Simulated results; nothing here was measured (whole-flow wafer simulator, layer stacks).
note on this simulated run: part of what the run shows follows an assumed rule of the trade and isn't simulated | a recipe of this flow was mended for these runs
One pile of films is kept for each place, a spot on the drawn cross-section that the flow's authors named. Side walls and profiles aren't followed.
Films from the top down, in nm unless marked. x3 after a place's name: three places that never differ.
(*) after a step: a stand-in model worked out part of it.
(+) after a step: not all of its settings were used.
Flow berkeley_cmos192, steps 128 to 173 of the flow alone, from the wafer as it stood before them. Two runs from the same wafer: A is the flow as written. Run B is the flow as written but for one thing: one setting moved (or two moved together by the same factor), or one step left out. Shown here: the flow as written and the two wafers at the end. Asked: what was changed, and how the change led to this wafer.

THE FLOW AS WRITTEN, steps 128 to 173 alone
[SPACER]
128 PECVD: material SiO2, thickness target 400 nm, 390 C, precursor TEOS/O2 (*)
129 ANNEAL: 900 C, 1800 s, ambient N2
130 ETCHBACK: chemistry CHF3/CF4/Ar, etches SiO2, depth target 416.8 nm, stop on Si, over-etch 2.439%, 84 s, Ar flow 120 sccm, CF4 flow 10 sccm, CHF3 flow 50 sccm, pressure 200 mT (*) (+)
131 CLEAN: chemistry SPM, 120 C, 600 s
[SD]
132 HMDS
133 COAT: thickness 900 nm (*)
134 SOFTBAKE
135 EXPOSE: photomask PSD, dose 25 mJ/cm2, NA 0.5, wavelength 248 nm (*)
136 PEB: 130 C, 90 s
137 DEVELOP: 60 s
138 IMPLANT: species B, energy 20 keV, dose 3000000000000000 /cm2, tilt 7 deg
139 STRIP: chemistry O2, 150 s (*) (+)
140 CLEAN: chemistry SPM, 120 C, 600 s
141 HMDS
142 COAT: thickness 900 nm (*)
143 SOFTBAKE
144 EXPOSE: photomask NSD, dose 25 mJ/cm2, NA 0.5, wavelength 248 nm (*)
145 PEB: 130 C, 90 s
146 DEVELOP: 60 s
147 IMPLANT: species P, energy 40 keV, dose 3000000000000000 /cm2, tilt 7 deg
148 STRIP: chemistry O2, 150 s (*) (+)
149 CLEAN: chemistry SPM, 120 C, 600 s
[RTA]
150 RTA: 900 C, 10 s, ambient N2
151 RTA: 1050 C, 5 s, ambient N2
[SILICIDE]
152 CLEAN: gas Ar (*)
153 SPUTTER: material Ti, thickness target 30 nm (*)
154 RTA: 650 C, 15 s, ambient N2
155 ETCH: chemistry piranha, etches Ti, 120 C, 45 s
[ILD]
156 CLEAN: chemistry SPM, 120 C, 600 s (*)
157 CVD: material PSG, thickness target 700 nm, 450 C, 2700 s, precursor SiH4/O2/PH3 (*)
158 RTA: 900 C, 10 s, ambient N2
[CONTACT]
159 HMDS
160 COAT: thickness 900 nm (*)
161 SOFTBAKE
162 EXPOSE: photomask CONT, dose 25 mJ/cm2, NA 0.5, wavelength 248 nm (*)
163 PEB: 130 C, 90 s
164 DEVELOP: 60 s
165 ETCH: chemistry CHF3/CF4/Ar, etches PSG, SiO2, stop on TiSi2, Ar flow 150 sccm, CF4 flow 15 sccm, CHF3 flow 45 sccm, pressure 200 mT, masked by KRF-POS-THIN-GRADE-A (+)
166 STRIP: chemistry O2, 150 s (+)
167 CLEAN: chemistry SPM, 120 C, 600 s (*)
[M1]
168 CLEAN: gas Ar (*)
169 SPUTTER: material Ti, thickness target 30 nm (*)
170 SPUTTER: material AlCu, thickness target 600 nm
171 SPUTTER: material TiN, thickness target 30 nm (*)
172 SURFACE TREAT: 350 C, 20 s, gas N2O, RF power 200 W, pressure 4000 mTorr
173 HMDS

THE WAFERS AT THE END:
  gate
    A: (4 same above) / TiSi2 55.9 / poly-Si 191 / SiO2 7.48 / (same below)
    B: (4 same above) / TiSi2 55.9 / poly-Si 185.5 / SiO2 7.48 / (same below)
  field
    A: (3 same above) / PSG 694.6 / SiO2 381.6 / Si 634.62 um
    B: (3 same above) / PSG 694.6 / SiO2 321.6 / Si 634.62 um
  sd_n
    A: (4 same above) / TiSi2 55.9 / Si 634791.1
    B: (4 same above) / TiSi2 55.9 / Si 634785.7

The cause: step 128, PECVD: thickness target 340 nm was run, where the flow has thickness target 400 nm.

How the change led to this, step by step:
  128 PECVD: material SiO2, thickness target 400 nm, 390 C, precursor TEOS/O2 (*)
      field, sd_n, contact, m1: A SiO2 +400 | B SiO2 +340
      spacer_n, sd_p, spacer_p: A SiO2 +386.5 | B SiO2 +328.8
      (and at 2 more places)
  130 ETCHBACK: chemistry CHF3/CF4/Ar, etches SiO2, depth target 416.8 nm, stop on Si, over-etch 2.439%, 84 s, Ar flow 120 sccm, CF4 flow 10 sccm, CHF3 flow 50 sccm, pressure 200 mT (*) (+)
      gate, gate_p: A SiO2 -400 (all of it), chemical SiO2 -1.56 (all of it), poly-Si -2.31 | B SiO2 -340 (all of it), chemical SiO2 -1.56 (all of it), poly-Si -7.77
      sd_n: A SiO2 -406 (all of it), Si -2.31 | B SiO2 -346 (all of it), Si -7.77
      (and at 3 more places)
  133 COAT: thickness 900 nm (*)
      sd_n: A KrF-resist +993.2 (new film) | B KrF-resist +962 (new film)
      spacer_n: A KrF-resist +785.3 (new film) | B KrF-resist +811 (new film)
      (and at 6 more places)
  137 DEVELOP: 60 s
      sd_p: A KrF-resist -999 (all of it) | B KrF-resist -971.1 (all of it)
      spacer_p: A KrF-resist -778.4 (all of it) | B KrF-resist -806.3 (all of it)
      (and at 1 more place)
  139 STRIP: chemistry O2, 150 s (*) (+)
      sd_n: A KrF-resist -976 (all of it), chemical SiO2 +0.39, Si -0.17 | B KrF-resist -944.9 (all of it), chemical SiO2 +0.4, Si -0.17
      spacer_n: A KrF-resist -768.7 (all of it) | B KrF-resist -794.3 (all of it)
      (and at 3 more places)
  142 COAT: thickness 900 nm (*)
      sd_n: A KrF-resist +993.1 (new film) | B KrF-resist +961.9 (new film)
      spacer_n: A KrF-resist +785.4 (new film) | B KrF-resist +811.1 (new film)
      (and at 6 more places)
  146 DEVELOP: 60 s
      sd_n: A KrF-resist -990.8 (all of it) | B KrF-resist -959.7 (all of it)
      spacer_n: A KrF-resist -783.7 (all of it) | B KrF-resist -809.3 (all of it)
      (and at 3 more places)
  148 STRIP: chemistry O2, 150 s (*) (+)
      gate_p: A KrF-resist -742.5 (all of it), chemical SiO2 +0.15 | B KrF-resist -715.9 (all of it), chemical SiO2 +0.15, poly-Si -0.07
      sd_p: A KrF-resist -983.9 (all of it), chemical SiO2 +0.15, Si -0.07 | B KrF-resist -956 (all of it), chemical SiO2 +0.15, Si -0.07
      (and at 1 more place)
  153 SPUTTER: material Ti, thickness target 30 nm (*)
      sd_p: A Ti +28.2 (new film) | B Ti +29 (new film)
  154 RTA: 650 C, 15 s, ambient N2
      sd_p: A Ti -22, TiSi first +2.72 (new film), TiSi2 C49 +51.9 (new film), Si -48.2 | B Ti -22.6, TiSi first +4.17 (new film), TiSi2 C49 +51.3 (new film), Si -48.5
  158 RTA: 900 C, 10 s, ambient N2
      sd_p: A under 1 film: TiSi2 +52.6 (new film), TiSi first -2.61 (all of it), TiSi2 C49 -51.9 (all of it), Si -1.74 | B under 1 film: TiSi2 +54 (new film), TiSi first -4.06 (all of it), TiSi2 C49 -51.3 (all of it), Si -2.7
  160 COAT: thickness 900 nm (*)
      sd_n: A KrF-resist +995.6 (new film) | B KrF-resist +962.3 (new film)
      spacer_n: A KrF-resist +823.6 (new film) | B KrF-resist +841.4 (new film)
      (and at 6 more places)
  164 DEVELOP: 60 s
      contact: A KrF-resist -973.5 (all of it) | B KrF-resist -947.4 (all of it)
  166 STRIP: chemistry O2, 150 s (+)
      sd_n: A KrF-resist -784.4 (all of it) | B KrF-resist -751.2 (all of it)
      spacer_n: A KrF-resist -612.8 (all of it) | B KrF-resist -630.5 (all of it)
      (and at 5 more places)
  169 SPUTTER: material Ti, thickness target 30 nm (*)
      sd_p: A Ti +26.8 (new film) | B Ti +28 (new film)
  170 SPUTTER: material AlCu, thickness target 600 nm
      sd_p: A AlCu +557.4 (new film) | B AlCu +582.4 (new film)
  171 SPUTTER: material TiN, thickness target 30 nm (*)
      sd_p: A TiN +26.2 (new film) | B TiN +27.7 (new film)
